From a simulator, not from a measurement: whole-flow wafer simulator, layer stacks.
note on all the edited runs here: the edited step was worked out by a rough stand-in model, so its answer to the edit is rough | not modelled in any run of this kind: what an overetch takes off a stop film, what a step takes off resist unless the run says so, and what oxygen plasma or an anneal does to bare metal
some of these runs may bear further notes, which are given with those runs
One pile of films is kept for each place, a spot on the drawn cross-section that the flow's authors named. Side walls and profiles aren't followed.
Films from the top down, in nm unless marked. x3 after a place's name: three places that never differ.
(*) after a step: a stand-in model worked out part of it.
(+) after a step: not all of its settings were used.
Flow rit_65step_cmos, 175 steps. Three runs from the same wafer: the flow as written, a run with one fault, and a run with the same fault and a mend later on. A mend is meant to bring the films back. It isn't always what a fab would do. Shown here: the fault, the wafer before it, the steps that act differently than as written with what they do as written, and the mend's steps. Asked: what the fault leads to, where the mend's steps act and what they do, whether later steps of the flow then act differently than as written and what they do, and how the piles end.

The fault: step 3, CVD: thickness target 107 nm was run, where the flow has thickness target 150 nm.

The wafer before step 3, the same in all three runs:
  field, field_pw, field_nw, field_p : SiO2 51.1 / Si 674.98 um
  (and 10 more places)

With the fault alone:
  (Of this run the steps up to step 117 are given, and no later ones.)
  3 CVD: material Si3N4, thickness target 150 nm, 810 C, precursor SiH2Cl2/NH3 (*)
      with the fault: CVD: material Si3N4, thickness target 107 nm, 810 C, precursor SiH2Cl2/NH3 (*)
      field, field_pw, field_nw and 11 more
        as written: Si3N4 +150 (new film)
        with the fault: Si3N4 +107 (new film)
  Later steps of the flow that act differently than as written (37 more steps differ only slightly, by at most 2% or 0.5 nm, whichever is larger, and aren't shown):
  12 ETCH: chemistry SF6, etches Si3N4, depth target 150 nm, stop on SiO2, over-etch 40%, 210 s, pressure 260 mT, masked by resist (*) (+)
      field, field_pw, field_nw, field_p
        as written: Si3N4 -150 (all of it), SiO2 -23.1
        with the fault: Si3N4 -107 (all of it), SiO2 -39.6
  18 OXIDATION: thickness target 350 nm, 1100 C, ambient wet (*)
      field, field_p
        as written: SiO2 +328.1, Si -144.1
        with the fault: SiO2 +341.5, Si -150
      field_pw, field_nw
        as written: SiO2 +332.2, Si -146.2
        with the fault: SiO2 +344.8, Si -151.7
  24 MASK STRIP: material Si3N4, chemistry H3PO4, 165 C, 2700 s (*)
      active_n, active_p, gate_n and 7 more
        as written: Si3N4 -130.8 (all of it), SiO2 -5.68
        with the fault: Si3N4 -87.8 (all of it), SiO2 -7.32
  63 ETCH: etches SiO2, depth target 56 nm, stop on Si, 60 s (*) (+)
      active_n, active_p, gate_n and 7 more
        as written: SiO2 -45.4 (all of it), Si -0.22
        with the fault: SiO2 -43.8 (all of it), Si -0.25
  After step 117 the piles differ from the flow's only slightly at the places that both follow, by at most 2% or 0.5 nm, whichever is larger.

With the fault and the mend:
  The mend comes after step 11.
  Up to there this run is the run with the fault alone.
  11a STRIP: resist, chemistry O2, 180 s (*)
      active_n, active_p, gate_n and 7 more
        resist -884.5 (all of it)
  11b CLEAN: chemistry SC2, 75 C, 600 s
      changes no film at any place that is followed
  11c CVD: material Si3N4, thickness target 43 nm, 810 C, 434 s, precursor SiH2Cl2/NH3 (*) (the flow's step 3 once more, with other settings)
      field, field_pw, field_nw and 11 more
        Si3N4 +43
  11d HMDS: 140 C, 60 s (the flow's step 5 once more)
      changes no film at any place that is followed
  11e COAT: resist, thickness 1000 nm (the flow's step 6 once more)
      field, field_pw, field_nw and 11 more
        resist +1000 (new film)
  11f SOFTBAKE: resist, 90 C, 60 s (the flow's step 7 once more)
      changes no film at any place that is followed
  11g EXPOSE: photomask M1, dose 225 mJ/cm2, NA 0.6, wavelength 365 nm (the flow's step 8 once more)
      changes no film at any place that is followed
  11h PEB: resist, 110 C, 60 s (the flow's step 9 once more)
      field, field_pw, field_nw and 11 more
        resist -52
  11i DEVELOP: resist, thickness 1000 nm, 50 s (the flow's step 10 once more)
      field, field_pw, field_nw, field_p
        resist -948 (all of it)
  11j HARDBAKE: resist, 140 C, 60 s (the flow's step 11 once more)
      active_n, active_p, gate_n and 7 more
        resist -63.5
  No later step of the flow acts differently than as written at any place that is followed.
  At the end the piles are the same as the flow's at every place that both follow.
